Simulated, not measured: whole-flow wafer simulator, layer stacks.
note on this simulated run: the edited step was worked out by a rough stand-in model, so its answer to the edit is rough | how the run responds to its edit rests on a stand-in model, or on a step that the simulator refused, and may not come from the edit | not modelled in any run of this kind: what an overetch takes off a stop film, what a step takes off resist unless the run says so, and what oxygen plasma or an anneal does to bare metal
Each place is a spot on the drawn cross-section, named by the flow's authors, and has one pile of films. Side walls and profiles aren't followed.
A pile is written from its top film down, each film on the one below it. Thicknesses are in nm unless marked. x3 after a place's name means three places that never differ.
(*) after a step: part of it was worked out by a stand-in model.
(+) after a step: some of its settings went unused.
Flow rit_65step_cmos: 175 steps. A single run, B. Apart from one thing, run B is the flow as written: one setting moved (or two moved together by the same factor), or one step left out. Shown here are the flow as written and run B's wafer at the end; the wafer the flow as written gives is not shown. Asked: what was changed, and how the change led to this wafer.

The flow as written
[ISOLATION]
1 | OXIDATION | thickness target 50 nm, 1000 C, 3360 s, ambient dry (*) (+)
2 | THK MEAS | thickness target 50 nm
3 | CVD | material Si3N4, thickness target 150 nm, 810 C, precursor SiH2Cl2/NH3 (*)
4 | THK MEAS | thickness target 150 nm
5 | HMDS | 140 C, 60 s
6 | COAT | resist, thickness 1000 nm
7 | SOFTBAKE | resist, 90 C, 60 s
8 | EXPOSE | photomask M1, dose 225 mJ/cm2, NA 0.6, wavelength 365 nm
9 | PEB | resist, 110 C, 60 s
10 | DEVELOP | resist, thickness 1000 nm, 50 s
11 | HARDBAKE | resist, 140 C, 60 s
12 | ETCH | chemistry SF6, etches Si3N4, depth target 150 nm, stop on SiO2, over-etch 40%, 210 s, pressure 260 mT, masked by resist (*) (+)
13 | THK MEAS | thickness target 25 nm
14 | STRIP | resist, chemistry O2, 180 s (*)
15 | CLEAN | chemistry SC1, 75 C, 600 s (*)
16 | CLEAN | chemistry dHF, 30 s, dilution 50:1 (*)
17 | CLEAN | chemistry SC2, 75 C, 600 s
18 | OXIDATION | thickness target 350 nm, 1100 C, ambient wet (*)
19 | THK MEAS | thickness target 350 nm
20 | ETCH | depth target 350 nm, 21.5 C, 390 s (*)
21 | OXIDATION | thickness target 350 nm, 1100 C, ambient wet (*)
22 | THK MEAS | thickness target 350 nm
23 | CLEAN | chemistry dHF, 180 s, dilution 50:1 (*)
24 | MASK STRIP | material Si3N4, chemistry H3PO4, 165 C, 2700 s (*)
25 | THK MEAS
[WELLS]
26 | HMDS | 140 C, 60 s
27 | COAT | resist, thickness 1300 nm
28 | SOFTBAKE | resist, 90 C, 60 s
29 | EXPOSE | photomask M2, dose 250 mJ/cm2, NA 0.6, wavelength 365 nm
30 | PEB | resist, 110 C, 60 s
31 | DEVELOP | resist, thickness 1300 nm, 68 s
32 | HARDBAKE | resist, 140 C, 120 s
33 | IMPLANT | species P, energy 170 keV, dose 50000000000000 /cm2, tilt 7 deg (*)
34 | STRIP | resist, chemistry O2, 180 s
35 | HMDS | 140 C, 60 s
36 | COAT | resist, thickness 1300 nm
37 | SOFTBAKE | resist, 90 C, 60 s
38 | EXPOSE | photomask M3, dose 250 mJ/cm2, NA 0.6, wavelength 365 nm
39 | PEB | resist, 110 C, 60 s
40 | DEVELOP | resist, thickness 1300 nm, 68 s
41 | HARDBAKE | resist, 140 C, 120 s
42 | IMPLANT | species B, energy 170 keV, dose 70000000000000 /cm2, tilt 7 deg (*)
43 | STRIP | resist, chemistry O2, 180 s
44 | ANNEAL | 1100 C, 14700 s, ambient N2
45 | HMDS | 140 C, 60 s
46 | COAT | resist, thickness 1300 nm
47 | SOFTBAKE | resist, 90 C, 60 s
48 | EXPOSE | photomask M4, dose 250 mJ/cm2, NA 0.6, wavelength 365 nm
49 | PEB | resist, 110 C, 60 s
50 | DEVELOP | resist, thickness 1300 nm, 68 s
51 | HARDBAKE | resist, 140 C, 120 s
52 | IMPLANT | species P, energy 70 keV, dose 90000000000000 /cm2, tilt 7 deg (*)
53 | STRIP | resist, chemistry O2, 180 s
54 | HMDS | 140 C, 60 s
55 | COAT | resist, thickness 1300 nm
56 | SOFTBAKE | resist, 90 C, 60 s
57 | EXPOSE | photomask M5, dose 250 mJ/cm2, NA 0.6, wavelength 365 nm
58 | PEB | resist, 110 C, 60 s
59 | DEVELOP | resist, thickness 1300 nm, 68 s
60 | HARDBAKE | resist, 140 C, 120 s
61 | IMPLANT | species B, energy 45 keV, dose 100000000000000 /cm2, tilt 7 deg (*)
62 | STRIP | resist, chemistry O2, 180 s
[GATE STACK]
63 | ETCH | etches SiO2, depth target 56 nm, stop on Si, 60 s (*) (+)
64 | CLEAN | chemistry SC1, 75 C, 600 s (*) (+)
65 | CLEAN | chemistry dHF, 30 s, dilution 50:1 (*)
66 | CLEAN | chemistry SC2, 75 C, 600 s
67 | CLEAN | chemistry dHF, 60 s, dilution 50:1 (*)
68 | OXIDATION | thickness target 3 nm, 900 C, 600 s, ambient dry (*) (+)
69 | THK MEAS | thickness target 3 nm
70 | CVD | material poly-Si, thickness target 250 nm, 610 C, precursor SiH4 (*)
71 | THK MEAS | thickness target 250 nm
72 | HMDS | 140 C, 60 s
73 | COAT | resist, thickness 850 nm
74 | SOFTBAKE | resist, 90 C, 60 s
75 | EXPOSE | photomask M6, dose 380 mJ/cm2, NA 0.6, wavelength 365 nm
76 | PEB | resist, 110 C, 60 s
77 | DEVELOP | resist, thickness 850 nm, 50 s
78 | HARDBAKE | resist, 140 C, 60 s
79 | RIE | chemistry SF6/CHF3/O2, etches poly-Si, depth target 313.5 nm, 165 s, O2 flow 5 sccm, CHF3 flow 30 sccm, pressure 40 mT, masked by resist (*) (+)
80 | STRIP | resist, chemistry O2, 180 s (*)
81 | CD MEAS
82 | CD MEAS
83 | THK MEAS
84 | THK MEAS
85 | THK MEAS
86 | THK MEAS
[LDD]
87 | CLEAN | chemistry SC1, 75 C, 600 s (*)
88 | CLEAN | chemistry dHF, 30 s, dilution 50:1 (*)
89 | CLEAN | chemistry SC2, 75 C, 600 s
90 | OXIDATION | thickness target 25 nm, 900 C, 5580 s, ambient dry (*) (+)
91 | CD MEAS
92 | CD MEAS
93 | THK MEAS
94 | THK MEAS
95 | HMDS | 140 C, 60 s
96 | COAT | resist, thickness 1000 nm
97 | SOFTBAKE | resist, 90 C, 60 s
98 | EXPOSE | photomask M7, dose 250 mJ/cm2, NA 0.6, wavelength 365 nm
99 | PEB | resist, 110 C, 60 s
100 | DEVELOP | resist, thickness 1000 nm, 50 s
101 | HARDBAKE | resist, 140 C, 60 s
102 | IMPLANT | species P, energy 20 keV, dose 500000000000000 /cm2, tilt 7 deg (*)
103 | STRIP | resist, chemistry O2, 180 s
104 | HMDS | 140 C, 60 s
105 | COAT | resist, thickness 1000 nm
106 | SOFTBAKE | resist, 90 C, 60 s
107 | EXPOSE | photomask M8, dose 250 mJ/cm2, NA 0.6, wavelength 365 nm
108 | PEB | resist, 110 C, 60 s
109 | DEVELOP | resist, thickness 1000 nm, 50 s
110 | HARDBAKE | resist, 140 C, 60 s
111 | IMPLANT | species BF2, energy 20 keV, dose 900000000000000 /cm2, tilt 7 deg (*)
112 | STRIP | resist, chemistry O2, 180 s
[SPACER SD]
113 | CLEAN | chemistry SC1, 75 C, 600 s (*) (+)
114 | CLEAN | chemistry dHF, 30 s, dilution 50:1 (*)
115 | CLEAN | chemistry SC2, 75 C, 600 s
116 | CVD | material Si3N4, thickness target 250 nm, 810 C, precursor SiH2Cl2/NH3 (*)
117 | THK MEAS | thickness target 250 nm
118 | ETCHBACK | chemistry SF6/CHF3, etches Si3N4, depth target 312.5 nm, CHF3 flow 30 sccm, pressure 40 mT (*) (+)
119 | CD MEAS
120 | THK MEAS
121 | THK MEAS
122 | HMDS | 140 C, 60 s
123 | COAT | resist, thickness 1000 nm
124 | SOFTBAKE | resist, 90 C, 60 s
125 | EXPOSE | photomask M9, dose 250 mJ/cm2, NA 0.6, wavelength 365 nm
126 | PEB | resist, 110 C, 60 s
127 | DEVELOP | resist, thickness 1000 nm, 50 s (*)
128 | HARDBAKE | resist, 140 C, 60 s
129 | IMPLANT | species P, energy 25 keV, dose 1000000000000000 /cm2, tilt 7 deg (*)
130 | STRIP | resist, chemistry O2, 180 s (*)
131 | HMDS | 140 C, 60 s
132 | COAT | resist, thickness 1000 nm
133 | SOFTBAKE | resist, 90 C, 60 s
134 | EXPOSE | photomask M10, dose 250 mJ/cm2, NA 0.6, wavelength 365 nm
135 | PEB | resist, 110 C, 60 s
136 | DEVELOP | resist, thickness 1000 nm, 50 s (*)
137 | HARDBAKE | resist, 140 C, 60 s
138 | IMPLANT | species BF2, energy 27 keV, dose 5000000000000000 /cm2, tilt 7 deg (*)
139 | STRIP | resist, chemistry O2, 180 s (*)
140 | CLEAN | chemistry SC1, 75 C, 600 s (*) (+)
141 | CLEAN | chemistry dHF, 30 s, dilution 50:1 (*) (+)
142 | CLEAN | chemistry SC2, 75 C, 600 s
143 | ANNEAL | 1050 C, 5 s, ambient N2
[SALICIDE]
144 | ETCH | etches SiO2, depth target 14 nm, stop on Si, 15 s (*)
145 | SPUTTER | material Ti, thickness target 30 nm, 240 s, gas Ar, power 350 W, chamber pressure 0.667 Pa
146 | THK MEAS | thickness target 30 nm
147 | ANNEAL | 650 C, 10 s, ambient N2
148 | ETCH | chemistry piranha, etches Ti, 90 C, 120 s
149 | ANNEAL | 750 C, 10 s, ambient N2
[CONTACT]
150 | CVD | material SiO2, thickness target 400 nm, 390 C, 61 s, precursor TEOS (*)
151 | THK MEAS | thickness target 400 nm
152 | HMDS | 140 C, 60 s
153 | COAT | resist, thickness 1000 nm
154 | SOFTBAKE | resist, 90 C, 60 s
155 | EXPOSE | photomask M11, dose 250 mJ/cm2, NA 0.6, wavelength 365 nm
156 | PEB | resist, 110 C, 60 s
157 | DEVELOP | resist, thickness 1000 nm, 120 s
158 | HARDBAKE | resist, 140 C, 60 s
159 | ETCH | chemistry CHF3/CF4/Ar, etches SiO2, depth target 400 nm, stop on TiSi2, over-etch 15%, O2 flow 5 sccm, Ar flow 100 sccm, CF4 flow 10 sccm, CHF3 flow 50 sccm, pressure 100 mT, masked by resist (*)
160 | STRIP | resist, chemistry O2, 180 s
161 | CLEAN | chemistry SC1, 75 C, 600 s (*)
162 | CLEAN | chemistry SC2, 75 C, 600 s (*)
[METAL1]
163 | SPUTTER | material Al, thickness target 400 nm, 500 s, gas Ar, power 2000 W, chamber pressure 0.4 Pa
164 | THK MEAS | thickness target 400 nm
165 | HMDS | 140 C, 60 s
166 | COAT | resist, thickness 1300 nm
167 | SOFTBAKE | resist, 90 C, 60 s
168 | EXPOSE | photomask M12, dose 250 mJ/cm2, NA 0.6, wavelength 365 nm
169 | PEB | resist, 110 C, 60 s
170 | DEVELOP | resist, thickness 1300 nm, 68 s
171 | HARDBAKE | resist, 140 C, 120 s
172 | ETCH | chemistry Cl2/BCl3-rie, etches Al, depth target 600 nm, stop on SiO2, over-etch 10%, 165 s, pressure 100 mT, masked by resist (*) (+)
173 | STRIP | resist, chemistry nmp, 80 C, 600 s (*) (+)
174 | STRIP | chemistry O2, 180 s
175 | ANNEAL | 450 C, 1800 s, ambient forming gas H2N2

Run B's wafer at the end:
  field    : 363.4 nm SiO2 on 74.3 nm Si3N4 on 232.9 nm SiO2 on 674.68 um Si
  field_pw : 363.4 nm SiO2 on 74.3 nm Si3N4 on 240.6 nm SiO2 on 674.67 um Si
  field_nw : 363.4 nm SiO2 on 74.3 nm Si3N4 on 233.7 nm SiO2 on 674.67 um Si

What caused this: step 116, CVD: thickness target 388 nm was run, whereas the flow has thickness target 250 nm.

How this came from the change, step by step:
  116 | CVD | material Si3N4, thickness target 250 nm, 810 C, precursor SiH2Cl2/NH3 (*)
      field, field_pw, field_nw and 11 more: Si3N4 gains 388 (new film) (it would be, as written: Si3N4 gains 250 (new film))
  118 | ETCHBACK | chemistry SF6/CHF3, etches Si3N4, depth target 312.5 nm, CHF3 flow 30 sccm, pressure 40 mT (*) (+)
      field, field_pw, field_nw, field_p: Si3N4 loses 312.5 (it would be, as written: Si3N4 loses 250 (all of it), SiO2 loses 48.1)
      gate_n: Si3N4 loses 312.5 (it would be, as written: Si3N4 loses 250 (all of it), SiO2 loses 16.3 (all of it), poly-Si loses 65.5)
      (and at 3 other places as well)
  123 | COAT | resist, thickness 1000 nm
      field: resist gains 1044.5 (new film) (it would be, as written: resist gains 1066.4 (new film))
      field_p: resist gains 1051.6 (new film) (it would be, as written: resist gains 1073.5 (new film))
      (and at 4 other places as well)
  126 | PEB | resist, 110 C, 60 s
      gate_n, gate_p: resist loses 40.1 (it would be, as written: resist loses 43.1)
      field: resist loses 54.3 (it would be, as written: resist loses 55.6)
      (and at 3 other places as well)
  127 | DEVELOP | resist, thickness 1000 nm, 50 s (*)
      field: resist loses 990.2 (all of it) (it would be, as written: resist loses 1010.9 (all of it))
      gate_n: resist loses 739.3 (all of it) (it would be, as written: resist loses 791.9 (all of it))
      (and at 1 other place as well)
  128 | HARDBAKE | resist, 140 C, 60 s
      field_nw: resist loses 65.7 (it would be, as written: resist loses 67.1)
      field_p: resist loses 67.2 (it would be, as written: resist loses 68.8)
      (and at 2 other places as well)
  130 | STRIP | resist, chemistry O2, 180 s (*)
      gate_n: nothing (it would be, as written: chemical SiO2 gains 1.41 (new film), poly-Si loses 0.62)
      gate_p: resist loses 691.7 (all of it) (it would be, as written: chemical SiO2 gains 1.31 (new film), resist loses 741.1 (all of it), poly-Si loses 0.58)
      (and at 2 other places as well)
  132 | COAT | resist, thickness 1000 nm
      field: resist gains 1044.5 (new film) (it would be, as written: resist gains 1067 (new film))
      field_p: resist gains 1051.6 (new film) (it would be, as written: resist gains 1074 (new film))
      (and at 4 other places as well)
  135 | PEB | resist, 110 C, 60 s
      gate_n, gate_p: resist loses 40.1 (it would be, as written: resist loses 43.1)
      field: resist loses 54.3 (it would be, as written: resist loses 55.6)
      (and at 3 other places as well)
  136 | DEVELOP | resist, thickness 1000 nm, 50 s (*)
      field_p: resist loses 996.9 (all of it) (it would be, as written: resist loses 1018 (all of it))
      gate_p: resist loses 739.6 (all of it) (it would be, as written: resist loses 792.8 (all of it))
      (and at 1 other place as well)
  137 | HARDBAKE | resist, 140 C, 60 s
      field: resist loses 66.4 (it would be, as written: resist loses 68.3)
      field_nw: resist loses 65.7 (it would be, as written: resist loses 67.1)
      (and at 2 other places as well)
  139 | STRIP | resist, chemistry O2, 180 s (*)
      gate_n: resist loses 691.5 (all of it) (it would be, as written: resist loses 740 (all of it), chemical SiO2 gains 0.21, poly-Si loses 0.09)
      field: resist loses 923.9 (all of it) (it would be, as written: resist loses 943.1 (all of it))
      (and at 1 other place as well)
  140 | CLEAN | chemistry SC1, 75 C, 600 s (*) (+)
      field, field_pw, field_nw, field_p: Si3N4 loses 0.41 (it would be, as written: SiO2 loses 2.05)
      gate_n, gate_p: Si3N4 loses 0.41 (it would be, as written: chemical SiO2 loses 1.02, poly-Si loses 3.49)
  141 | CLEAN | chemistry dHF, 30 s, dilution 50:1 (*) (+)
      field, field_p: Si3N4 loses 0.43 (it would be, as written: SiO2 loses 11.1)
      field_pw, field_nw: Si3N4 loses 0.43 (it would be, as written: SiO2 loses 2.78)
      (and at 2 other places as well)
  144 | ETCH | etches SiO2, depth target 14 nm, stop on Si, 15 s (*)
      field, field_pw, field_nw, field_p: Si3N4 loses 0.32 (it would be, as written: SiO2 loses 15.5)
  145 | SPUTTER | material Ti, thickness target 30 nm, 240 s, gas Ar, power 350 W, chamber pressure 0.667 Pa
      gate_n: Ti gains 30 (new film) (it would be, as written: Ti gains 27.3 (new film))
      gate_p: Ti gains 30 (new film) (it would be, as written: Ti gains 27.2 (new film))
  ... another 10 steps ...
  170 | DEVELOP | resist, thickness 1300 nm, 68 s
      field: resist loses 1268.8 (all of it) (it would be, as written: resist loses 1316.6 (all of it))
      field_pw: resist loses 1256.9 (all of it) (it would be, as written: resist loses 1285.5 (all of it))
      (and at 6 other places as well)
